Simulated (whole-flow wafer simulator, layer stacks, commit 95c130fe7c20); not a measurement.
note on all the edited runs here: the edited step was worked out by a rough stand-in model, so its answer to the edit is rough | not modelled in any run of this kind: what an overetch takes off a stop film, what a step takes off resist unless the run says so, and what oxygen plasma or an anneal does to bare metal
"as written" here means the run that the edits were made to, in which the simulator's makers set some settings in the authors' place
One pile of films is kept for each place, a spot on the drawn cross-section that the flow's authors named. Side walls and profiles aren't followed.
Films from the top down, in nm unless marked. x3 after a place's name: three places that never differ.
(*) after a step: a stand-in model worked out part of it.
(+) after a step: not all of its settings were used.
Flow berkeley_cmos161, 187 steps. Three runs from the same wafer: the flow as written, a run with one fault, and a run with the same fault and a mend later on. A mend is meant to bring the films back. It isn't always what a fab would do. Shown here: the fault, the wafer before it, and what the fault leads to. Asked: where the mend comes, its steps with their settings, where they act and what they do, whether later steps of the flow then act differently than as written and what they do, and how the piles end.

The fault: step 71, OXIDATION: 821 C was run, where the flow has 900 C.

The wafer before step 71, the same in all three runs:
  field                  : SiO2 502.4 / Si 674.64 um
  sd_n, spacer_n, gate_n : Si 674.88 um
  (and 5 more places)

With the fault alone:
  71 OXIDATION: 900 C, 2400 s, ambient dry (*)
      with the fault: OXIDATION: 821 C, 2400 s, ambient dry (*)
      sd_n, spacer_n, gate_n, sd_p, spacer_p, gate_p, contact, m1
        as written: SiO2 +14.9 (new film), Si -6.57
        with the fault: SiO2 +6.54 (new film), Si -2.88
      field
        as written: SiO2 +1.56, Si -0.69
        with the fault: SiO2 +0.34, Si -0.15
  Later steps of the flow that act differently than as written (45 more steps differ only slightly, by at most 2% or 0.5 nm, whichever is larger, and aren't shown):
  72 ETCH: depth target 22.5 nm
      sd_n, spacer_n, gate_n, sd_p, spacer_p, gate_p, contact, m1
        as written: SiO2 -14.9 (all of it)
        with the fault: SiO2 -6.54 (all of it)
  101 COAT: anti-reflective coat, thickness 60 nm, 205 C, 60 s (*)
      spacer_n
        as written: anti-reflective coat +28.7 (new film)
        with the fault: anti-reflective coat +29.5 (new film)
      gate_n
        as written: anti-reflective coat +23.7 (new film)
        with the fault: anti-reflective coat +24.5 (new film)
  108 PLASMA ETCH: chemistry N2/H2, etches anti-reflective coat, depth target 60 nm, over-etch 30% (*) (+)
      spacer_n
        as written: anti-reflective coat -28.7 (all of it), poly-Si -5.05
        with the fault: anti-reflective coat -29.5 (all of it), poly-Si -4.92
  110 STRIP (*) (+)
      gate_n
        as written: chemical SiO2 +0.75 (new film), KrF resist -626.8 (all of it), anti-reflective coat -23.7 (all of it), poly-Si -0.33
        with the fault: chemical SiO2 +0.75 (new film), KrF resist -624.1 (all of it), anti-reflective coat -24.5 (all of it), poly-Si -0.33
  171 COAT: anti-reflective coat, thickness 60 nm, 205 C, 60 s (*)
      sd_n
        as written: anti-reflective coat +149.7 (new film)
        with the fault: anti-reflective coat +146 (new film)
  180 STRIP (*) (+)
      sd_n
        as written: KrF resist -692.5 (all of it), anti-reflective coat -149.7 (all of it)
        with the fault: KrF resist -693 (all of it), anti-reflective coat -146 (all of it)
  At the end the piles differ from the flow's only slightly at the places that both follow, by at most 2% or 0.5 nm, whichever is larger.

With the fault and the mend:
  The mend comes after step 71.
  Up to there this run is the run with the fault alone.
  71a OXIDATION: 900 C, 1837 s, ambient dry (*) (the flow's step 71 once more, with other settings)
      sd_n, spacer_n, gate_n, sd_p, spacer_p, gate_p, contact, m1
        SiO2 +8.36, Si -3.68
      field
        SiO2 +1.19, Si -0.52
  No later step of the flow acts differently than as written, at any place that is followed, by more than 2% or 0.5 nm, whichever is larger.
  At the end the piles are the same as the flow's at every place that both follow.
